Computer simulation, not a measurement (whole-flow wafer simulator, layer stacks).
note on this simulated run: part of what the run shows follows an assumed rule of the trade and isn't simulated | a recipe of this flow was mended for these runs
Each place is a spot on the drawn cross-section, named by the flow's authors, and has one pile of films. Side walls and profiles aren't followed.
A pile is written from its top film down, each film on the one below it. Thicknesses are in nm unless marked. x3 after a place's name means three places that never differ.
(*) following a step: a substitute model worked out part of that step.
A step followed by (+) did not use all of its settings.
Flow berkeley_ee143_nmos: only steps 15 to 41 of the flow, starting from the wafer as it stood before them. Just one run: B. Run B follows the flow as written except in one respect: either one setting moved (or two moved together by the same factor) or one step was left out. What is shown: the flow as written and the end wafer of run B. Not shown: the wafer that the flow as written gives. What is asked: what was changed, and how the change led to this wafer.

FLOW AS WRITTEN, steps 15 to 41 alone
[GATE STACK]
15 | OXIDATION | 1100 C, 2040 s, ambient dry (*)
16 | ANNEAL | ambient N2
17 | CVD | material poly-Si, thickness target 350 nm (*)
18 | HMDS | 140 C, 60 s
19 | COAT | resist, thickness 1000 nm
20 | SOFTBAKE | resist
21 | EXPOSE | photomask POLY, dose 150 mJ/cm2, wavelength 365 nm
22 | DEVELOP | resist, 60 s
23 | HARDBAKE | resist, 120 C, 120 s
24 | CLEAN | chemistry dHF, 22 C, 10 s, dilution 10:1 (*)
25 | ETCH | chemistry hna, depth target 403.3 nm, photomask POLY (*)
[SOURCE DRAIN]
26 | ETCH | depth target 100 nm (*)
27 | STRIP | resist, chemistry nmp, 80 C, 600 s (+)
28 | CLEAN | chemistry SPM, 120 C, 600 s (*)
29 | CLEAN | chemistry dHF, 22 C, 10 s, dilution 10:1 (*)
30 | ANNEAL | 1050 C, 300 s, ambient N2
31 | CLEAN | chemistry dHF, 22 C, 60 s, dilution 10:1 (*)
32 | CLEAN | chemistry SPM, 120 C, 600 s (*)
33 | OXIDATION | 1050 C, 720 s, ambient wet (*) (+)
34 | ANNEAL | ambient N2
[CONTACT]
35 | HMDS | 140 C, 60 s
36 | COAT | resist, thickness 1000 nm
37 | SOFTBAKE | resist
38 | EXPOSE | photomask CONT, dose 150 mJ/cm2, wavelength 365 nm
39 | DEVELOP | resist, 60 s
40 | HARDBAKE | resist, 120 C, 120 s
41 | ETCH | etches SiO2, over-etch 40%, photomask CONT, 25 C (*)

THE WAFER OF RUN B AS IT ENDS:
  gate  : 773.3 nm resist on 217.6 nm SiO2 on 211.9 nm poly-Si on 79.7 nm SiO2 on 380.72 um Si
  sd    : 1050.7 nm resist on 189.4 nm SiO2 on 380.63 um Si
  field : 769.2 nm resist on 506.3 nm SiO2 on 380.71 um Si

What caused this: step 17, CVD: thickness target 308 nm was run, while the flow as written has thickness target 350 nm.

The path from the change to this, step by step:
  17 | CVD | material poly-Si, thickness target 350 nm (*)
      gate, sd, contact, field: +308 poly-Si (new film) (it would be, as written: +350 poly-Si (new film))
  25 | ETCH | chemistry hna, depth target 403.3 nm, photomask POLY (*)
      sd, contact, field: -308 poly-Si (all of it), -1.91 SiO2 (it would be, as written: -350 poly-Si (all of it), -1.07 SiO2)
  36 | COAT | resist, thickness 1000 nm
      gate: +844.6 resist (new film) (it would be, as written: +822.5 resist (new film))
  40 | HARDBAKE | resist, 120 C, 120 s
      gate: -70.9 resist (it would be, as written: -69 resist)
